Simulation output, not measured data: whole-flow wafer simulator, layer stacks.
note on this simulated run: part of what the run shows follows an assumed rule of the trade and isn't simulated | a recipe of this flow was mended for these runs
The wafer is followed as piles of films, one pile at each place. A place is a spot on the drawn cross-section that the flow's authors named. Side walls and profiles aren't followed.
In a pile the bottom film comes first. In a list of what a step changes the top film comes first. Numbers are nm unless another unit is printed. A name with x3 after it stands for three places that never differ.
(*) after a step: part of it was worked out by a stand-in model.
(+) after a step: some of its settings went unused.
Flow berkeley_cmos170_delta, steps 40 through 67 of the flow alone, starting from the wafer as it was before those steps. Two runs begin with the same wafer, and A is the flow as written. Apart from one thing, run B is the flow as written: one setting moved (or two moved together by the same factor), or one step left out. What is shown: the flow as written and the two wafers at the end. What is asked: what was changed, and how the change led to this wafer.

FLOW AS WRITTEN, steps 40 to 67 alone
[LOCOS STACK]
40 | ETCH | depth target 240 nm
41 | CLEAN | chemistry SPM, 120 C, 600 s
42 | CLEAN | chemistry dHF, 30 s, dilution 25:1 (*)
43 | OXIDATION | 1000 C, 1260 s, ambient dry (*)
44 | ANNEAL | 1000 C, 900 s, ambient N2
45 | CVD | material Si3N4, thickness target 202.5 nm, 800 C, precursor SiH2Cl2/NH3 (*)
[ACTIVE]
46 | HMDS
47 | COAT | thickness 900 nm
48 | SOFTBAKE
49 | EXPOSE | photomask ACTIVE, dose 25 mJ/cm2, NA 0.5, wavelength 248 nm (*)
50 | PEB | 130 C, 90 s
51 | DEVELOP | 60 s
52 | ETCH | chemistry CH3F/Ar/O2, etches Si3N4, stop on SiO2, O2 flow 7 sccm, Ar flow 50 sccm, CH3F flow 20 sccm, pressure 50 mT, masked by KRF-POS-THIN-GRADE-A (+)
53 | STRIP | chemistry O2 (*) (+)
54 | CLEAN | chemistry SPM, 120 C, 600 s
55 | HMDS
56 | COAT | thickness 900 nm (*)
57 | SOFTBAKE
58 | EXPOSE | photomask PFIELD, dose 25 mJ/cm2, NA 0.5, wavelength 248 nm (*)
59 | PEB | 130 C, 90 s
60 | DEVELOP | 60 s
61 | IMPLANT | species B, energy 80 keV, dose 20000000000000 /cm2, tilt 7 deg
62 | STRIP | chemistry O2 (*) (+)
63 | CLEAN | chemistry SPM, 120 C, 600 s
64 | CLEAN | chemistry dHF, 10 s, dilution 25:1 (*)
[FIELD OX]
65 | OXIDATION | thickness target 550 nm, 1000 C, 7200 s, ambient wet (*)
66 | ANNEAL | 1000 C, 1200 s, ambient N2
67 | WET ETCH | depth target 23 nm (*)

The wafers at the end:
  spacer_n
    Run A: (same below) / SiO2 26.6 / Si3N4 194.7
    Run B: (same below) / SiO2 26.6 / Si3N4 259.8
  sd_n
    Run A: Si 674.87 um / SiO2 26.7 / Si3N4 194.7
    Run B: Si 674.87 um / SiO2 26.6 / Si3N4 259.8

What caused this: step 45, CVD: 823 C was run, whereas the flow has 800 C.

How this came from the change, step by step:
  45 | CVD | material Si3N4, thickness target 202.5 nm, 800 C, precursor SiH2Cl2/NH3 (*)
      field, sd_n, spacer_n and 6 more: A +202.5 Si3N4 (new film) | B +267.6 Si3N4 (new film)
  52 | ETCH | chemistry CH3F/Ar/O2, etches Si3N4, stop on SiO2, O2 flow 7 sccm, Ar flow 50 sccm, CH3F flow 20 sccm, pressure 50 mT, masked by KRF-POS-THIN-GRADE-A (+)
      sd_n, spacer_n, gate, sd_p, spacer_p, gate_p, contact, m1: A -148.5 KrF-resist | B -191.9 KrF-resist
      field: A -202.5 Si3N4 (all of it), -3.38 SiO2 | B -267.6 Si3N4 (all of it), -3.38 SiO2
  53 | STRIP | chemistry O2 (*) (+)
      sd_n, spacer_n, gate, sd_p, spacer_p, gate_p, contact, m1: A -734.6 KrF-resist (all of it) | B -691.2 KrF-resist (all of it)
  56 | COAT | thickness 900 nm (*)
      sd_n: A +794.3 KrF-resist (new film) | B +761.3 KrF-resist (new film)
      spacer_n: A +824.6 KrF-resist (new film) | B +802 KrF-resist (new film)
      (as well as at 6 more places)
  62 | STRIP | chemistry O2 (*) (+)
      sd_n: A -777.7 KrF-resist (all of it) | B -744.8 KrF-resist (all of it)
      spacer_n: A -807.8 KrF-resist (all of it) | B -785.3 KrF-resist (all of it)
      (as well as at 6 more places)
  65 | OXIDATION | thickness target 550 nm, 1000 C, 7200 s, ambient wet (*)
      sd_n, sd_p: A +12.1 SiO2 (new film), -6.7 Si3N4, +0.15 SiO2, -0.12 Si | B +12.1 SiO2 (new film), -6.7 Si3N4
